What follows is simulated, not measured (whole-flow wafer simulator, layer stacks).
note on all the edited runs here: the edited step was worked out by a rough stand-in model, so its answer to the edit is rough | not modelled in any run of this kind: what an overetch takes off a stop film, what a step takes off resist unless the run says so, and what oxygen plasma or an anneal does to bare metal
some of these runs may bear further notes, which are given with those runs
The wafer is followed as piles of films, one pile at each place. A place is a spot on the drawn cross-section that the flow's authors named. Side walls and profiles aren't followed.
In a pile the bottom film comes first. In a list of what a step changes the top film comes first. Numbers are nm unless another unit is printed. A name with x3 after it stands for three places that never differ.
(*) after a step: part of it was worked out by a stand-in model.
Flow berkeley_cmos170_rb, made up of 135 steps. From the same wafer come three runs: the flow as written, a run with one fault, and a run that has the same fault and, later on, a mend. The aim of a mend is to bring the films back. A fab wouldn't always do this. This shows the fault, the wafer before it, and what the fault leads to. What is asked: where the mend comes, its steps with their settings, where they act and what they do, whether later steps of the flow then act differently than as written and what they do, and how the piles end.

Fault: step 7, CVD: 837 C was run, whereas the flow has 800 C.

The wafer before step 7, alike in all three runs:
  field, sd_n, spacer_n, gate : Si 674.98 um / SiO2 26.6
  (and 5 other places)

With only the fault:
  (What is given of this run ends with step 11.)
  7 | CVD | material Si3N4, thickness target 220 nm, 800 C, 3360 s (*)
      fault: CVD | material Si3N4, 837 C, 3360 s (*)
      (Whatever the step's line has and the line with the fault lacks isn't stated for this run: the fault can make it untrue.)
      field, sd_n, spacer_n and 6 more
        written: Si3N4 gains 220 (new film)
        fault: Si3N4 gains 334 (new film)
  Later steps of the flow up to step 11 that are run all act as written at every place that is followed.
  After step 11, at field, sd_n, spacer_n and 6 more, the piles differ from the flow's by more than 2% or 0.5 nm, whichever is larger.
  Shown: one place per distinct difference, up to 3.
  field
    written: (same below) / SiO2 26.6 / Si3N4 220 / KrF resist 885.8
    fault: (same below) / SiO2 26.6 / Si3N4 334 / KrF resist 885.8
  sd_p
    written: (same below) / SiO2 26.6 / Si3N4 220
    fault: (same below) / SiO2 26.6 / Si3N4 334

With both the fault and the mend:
  After step 7 comes the mend.
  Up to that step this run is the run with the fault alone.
  7a | ETCH | chemistry h3po4, depth target 383.9 nm
      field, sd_n, spacer_n and 6 more
        Si3N4 loses 334 (all of it)
  7b | CLEAN (*) (the flow's step 1 again)
      alters no film at any place that is followed
  7c | CVD | material Si3N4, thickness target 220 nm, 800 C, 3360 s (*) (the flow's step 7 again)
      field, sd_n, spacer_n and 6 more
        Si3N4 gains 220 (new film)
  Later steps of the flow that are run all act as written at every place that is followed.
  By the end, the piles equal the flow's at every place that both follow.
